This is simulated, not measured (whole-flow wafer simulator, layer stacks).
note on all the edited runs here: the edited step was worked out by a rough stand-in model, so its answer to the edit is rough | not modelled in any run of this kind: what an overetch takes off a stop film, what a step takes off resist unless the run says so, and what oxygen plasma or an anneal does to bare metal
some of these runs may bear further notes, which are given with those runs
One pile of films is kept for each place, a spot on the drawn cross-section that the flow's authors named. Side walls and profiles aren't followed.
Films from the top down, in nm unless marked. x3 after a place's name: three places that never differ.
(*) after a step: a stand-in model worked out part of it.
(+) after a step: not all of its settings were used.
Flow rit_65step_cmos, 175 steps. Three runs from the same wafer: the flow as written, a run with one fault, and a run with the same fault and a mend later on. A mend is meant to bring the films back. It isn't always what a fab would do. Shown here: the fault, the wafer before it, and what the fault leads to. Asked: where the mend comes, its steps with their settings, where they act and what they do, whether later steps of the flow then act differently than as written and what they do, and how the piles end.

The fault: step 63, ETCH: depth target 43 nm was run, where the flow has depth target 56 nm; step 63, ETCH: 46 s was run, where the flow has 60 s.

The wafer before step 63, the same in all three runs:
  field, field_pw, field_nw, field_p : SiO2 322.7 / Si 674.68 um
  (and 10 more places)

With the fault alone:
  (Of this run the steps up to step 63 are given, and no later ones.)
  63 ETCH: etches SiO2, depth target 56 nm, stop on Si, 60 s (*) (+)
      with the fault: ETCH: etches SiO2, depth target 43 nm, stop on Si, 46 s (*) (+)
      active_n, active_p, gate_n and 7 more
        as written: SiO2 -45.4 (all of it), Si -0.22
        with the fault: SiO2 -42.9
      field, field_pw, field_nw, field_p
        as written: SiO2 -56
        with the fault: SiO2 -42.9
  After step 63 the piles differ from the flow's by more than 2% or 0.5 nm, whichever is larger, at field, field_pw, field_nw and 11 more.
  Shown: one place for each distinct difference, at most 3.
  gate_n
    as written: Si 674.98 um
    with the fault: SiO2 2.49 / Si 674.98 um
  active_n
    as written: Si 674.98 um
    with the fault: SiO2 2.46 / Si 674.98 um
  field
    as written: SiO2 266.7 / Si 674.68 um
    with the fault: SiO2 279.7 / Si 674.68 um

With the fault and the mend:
  The mend comes after step 63.
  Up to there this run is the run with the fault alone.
  63a ETCH: etches SiO2, depth target 13.22 nm, stop on Si, 14.16 s (*) (+) (the flow's step 63 once more, with other settings)
      gate_n, gate_p, spacer, spacer_p, sd_n, sd_p, contact, m1
        SiO2 -2.49 (all of it)
      field, field_pw, field_nw, field_p
        SiO2 -13.2
      active_n, active_p
        SiO2 -2.46 (all of it)
  No later step of the flow acts differently than as written, at any place that is followed, by more than 2% or 0.5 nm, whichever is larger.
  At the end the piles differ from the flow's only slightly at the places that both follow, by at most 2% or 0.5 nm, whichever is larger.
